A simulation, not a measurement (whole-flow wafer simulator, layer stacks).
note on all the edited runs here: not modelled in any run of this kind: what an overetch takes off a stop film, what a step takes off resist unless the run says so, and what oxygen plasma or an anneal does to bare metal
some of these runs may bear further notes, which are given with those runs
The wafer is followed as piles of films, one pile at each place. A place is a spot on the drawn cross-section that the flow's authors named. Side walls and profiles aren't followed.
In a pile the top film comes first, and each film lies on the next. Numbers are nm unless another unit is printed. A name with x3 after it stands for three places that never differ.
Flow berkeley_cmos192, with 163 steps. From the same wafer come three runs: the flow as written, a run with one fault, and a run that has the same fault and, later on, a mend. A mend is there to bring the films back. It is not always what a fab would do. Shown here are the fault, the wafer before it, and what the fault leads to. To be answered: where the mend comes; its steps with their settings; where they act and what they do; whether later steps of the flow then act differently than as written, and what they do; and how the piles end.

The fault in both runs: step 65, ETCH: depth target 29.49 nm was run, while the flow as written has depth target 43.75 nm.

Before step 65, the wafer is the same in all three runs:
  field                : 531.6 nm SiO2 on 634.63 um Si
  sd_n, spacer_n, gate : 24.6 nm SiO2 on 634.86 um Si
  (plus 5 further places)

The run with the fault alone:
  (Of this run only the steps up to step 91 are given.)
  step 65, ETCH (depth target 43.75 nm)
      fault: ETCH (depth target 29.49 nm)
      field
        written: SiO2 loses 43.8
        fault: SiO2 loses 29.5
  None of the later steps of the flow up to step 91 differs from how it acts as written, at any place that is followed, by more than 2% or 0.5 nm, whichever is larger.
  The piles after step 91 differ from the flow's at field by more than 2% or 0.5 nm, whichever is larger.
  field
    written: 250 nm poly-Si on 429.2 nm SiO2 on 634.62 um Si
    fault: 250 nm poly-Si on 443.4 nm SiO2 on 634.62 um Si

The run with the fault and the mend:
  The mend follows step 65.
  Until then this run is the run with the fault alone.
  step 65a, ETCH (depth target 14.26 nm) (the flow's step 65, run once more with other settings)
      field
        SiO2 loses 14.3
  None of the later steps of the flow differs from how it acts as written, at any place that is followed, by more than 2% or 0.5 nm, whichever is larger.
  At every place that both follow, the piles at the end match the flow's.
